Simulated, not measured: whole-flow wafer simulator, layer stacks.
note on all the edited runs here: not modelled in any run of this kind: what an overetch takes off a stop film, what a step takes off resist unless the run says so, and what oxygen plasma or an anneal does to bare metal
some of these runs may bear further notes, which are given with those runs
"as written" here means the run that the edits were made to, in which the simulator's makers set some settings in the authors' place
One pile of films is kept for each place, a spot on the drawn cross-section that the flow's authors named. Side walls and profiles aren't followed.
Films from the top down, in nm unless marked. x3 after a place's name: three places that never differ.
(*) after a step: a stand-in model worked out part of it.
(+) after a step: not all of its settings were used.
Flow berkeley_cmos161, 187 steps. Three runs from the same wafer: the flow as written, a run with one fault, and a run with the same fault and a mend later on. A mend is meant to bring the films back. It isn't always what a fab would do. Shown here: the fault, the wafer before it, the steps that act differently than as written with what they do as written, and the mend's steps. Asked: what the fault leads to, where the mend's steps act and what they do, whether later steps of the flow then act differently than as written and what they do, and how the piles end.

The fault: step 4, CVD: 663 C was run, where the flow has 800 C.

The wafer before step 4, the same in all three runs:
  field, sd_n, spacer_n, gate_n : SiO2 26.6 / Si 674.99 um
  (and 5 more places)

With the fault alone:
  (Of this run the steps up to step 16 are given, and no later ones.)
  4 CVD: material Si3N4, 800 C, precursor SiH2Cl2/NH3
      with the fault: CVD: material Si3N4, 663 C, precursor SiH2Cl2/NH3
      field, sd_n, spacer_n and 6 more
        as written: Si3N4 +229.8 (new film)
        with the fault: Si3N4 +20.1 (new film)
  Later steps of the flow that act differently than as written (1 more step differs only slightly, by at most 2% or 0.5 nm, whichever is larger, and isn't shown):
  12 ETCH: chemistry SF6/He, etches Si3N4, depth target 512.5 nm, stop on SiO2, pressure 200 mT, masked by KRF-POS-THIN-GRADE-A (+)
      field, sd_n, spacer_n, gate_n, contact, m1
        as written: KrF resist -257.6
        with the fault: KrF resist -29.7
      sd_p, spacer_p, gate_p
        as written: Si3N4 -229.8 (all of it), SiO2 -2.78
        with the fault: Si3N4 -20.1 (all of it), SiO2 -2.78
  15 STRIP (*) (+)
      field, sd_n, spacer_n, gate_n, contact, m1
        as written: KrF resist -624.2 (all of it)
        with the fault: KrF resist -851.8 (all of it)
  After step 16 the piles differ from the flow's by more than 2% or 0.5 nm, whichever is larger, at field, sd_n, spacer_n, gate_n, contact, m1.
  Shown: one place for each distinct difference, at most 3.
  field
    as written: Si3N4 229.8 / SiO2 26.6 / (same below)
    with the fault: Si3N4 20.1 / SiO2 26.6 / (same below)

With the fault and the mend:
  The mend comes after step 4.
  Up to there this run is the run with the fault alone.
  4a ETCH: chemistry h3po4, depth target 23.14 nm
      field, sd_n, spacer_n and 6 more
        Si3N4 -20.1 (all of it)
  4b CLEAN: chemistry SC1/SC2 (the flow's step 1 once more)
      changes no film at any place that is followed
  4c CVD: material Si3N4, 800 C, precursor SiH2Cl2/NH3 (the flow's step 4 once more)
      field, sd_n, spacer_n and 6 more
        Si3N4 +229.8 (new film)
  No later step of the flow acts differently than as written at any place that is followed.
  At the end the piles are the same as the flow's at every place that both follow.
